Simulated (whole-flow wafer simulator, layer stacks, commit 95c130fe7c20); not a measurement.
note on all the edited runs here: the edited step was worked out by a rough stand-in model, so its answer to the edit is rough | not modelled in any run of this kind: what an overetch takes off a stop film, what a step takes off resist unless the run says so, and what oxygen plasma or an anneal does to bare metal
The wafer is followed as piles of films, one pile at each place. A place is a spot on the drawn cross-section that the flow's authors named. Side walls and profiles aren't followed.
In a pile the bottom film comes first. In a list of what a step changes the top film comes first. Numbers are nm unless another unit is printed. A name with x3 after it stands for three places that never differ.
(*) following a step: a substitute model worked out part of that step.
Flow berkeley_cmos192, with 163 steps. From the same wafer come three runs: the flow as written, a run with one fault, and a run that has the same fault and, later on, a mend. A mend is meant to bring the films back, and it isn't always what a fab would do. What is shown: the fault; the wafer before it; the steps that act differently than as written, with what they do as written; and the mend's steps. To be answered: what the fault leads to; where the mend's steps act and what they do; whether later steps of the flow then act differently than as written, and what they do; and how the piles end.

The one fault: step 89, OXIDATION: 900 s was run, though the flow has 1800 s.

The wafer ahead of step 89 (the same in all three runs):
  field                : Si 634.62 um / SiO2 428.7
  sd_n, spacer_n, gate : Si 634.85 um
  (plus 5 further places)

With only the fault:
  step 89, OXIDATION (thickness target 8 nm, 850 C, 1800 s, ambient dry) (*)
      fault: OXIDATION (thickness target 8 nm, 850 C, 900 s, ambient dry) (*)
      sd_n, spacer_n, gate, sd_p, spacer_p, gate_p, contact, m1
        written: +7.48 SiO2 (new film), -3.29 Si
        fault: +5.1 SiO2 (new film), -2.24 Si
  None of the later steps of the flow differs from how it acts as written, at any place that is followed, by more than 2% or 0.5 nm, whichever is larger.
  By the end, the piles at gate, gate_p depart from the flow's by more than 2% or 0.5 nm, whichever is larger.
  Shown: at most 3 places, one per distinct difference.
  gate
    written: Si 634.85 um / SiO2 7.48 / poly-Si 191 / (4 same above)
    fault: Si 634.85 um / SiO2 5.1 / poly-Si 191 / (4 same above)

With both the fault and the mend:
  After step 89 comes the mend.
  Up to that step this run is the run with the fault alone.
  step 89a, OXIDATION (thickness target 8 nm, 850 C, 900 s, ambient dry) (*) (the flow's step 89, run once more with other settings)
      sd_n, spacer_n, gate, sd_p, spacer_p, gate_p, contact, m1
        +2.39 SiO2, -1.05 Si
      field
        +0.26 SiO2, -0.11 Si
  None of the later steps of the flow acts differently than as written at any place that is followed.
  At every place that both follow, the piles at the end match the flow's.
